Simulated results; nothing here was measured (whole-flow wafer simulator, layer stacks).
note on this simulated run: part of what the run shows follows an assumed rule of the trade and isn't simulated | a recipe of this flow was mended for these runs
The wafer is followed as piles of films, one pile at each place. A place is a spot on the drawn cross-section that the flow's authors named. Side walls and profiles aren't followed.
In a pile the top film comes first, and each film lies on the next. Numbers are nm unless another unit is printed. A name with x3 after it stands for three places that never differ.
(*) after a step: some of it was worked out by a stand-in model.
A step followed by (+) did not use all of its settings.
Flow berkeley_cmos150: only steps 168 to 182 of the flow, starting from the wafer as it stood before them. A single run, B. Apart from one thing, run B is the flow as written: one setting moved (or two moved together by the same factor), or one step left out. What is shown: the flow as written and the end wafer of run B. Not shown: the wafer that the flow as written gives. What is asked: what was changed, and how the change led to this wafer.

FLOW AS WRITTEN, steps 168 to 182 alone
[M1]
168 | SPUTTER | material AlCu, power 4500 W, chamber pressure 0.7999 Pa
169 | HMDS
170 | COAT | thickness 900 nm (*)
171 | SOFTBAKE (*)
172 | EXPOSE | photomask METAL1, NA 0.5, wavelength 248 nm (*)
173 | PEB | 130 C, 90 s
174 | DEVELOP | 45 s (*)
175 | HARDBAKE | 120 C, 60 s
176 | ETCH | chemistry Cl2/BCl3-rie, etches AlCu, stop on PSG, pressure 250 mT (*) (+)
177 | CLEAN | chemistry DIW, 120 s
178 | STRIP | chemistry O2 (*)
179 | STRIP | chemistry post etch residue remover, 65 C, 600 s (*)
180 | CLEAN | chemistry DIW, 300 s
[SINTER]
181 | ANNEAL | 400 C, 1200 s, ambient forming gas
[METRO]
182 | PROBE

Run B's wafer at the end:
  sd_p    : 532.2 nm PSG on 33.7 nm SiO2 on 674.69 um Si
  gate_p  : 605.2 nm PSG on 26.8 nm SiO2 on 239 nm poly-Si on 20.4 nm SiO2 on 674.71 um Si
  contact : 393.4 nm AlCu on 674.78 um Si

Cause: step 168, SPUTTER: chamber pressure 1.082 Pa was run, though the flow has chamber pressure 0.7999 Pa.

Step by step, how the change led to this:
  168 | SPUTTER | material AlCu, power 4500 W, chamber pressure 0.7999 Pa
      field, sd_n, gate_n, m1: AlCu gains 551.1 (new film) (in the flow as written it would be: AlCu gains 626.1 (new film))
      field_p: AlCu gains 545.2 (new film) (in the flow as written it would be: AlCu gains 619.8 (new film))
      (and at 3 other places as well)
  176 | ETCH | chemistry Cl2/BCl3-rie, etches AlCu, stop on PSG, pressure 250 mT (*) (+)
      field, sd_n, gate_n: AlCu loses 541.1 (all of it), PSG loses 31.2 (in the flow as written it would be: AlCu loses 616.1 (all of it), PSG loses 31.2)
      contact, m1: thick-KrF-resist loses 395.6 (in the flow as written it would be: thick-KrF-resist loses 433.1)
      (and at 3 other places as well)
  178 | STRIP | chemistry O2 (*)
      m1: thick-KrF-resist loses 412 (all of it) (in the flow as written it would be: thick-KrF-resist loses 373.8 (all of it))
